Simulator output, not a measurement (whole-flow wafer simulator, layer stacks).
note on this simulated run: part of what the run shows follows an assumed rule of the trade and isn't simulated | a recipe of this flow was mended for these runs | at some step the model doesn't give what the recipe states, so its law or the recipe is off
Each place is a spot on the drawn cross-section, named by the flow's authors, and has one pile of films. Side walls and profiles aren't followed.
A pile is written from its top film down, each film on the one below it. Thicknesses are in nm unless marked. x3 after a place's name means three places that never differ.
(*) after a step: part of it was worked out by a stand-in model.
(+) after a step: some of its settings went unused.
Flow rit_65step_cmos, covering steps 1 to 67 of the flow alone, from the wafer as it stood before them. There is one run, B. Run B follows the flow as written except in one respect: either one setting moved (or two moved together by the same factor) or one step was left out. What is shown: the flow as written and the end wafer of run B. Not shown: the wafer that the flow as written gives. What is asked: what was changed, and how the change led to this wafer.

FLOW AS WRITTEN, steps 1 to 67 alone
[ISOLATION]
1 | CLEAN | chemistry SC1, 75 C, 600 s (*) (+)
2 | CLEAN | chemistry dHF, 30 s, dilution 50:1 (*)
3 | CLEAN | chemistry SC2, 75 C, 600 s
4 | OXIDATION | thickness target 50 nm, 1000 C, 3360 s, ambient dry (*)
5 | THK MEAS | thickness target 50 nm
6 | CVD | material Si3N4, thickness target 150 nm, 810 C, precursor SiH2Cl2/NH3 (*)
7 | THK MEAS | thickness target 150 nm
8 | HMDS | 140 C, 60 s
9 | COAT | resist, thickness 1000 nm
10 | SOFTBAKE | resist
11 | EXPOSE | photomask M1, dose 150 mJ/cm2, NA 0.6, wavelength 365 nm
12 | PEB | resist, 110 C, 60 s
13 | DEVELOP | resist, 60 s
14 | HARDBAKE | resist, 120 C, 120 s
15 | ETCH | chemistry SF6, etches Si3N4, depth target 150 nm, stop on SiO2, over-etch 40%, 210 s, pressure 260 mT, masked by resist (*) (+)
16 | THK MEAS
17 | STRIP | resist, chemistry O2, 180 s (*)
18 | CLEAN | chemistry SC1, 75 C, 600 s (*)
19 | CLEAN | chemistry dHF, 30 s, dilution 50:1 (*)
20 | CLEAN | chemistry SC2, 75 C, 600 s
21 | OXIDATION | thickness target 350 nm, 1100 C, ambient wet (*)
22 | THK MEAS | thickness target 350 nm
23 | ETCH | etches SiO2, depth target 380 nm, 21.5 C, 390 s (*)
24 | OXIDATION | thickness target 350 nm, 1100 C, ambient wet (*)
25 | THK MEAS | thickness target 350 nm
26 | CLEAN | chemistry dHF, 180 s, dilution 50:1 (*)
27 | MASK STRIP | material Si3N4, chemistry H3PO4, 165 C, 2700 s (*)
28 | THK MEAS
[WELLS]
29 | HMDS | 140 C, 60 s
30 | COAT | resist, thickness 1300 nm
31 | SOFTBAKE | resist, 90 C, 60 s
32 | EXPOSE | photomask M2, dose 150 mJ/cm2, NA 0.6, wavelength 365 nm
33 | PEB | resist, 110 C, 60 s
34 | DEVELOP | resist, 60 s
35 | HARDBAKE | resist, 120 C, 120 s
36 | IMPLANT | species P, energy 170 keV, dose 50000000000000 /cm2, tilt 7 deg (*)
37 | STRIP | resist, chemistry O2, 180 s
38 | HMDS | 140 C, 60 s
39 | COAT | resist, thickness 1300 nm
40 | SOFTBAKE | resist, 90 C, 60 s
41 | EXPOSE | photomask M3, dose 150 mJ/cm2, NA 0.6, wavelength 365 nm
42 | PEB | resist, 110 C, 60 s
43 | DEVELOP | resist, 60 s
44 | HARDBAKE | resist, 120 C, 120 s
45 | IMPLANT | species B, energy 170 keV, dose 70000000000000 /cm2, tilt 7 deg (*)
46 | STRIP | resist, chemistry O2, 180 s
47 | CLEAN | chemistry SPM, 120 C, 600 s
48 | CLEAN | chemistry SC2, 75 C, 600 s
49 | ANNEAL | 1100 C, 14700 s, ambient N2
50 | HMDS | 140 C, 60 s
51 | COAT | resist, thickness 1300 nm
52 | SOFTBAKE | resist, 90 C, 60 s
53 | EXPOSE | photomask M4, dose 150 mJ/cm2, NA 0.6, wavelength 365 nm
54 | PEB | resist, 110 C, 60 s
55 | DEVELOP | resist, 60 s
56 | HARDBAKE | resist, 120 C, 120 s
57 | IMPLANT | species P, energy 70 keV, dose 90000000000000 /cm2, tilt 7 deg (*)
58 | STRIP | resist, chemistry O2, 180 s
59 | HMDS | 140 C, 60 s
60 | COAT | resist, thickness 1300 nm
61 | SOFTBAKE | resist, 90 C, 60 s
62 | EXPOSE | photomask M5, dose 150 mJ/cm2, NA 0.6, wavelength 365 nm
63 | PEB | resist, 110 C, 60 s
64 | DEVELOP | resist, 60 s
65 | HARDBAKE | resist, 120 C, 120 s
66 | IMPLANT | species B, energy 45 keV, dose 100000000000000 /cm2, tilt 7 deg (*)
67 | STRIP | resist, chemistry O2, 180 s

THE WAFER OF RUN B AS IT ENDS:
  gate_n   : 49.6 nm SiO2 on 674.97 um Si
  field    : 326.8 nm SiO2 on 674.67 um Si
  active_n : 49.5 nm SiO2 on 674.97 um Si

The reason: step 27, MASK STRIP: 1654 s was run, though the flow has 2700 s.

The path from the change to this, step by step:
  27 | MASK STRIP | material Si3N4, chemistry H3PO4, 165 C, 2700 s (*)
      active_n, active_p, gate_n and 7 more: Si3N4 loses 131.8 (all of it), SiO2 loses 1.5 (in the flow as written it would be: Si3N4 loses 131.8 (all of it), SiO2 loses 5.64)
      field, field_pw, field_nw, field_p: SiO2 loses 6.54 (in the flow as written it would be: SiO2 loses 10.7)
